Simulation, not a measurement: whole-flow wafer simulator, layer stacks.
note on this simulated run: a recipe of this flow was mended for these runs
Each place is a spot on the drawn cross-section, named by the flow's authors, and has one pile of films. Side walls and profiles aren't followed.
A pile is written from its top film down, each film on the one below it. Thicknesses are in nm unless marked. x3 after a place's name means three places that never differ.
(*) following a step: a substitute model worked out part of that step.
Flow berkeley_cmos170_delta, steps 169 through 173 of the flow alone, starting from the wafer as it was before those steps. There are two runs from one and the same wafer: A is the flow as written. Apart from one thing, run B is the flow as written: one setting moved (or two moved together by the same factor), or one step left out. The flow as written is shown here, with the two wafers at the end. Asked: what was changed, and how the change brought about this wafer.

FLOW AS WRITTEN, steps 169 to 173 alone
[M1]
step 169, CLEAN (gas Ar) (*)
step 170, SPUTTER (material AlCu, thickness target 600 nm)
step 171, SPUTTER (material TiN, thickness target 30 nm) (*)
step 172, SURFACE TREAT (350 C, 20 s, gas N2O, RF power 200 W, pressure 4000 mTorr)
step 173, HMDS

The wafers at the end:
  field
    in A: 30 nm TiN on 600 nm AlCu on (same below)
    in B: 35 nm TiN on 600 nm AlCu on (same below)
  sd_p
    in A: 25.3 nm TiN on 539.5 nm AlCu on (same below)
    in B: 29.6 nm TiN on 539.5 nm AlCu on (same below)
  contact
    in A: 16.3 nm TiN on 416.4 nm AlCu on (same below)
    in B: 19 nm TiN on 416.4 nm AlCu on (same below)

What caused this: step 171, SPUTTER: thickness target 35 nm was run, though the flow has thickness target 30 nm.
The wafer lets one read it off: field has TiN 35, and step 171 as written asks for 30 nm.

Step by step, how the change led to this:
  step 171, SPUTTER (material TiN, thickness target 30 nm) (*)
      field, sd_n, spacer_n, gate, spacer_p, gate_p, m1: A +30 TiN (new film) | B +35 TiN (new film)
      sd_p: A +25.3 TiN (new film) | B +29.6 TiN (new film)
      (as well as at 1 more place)
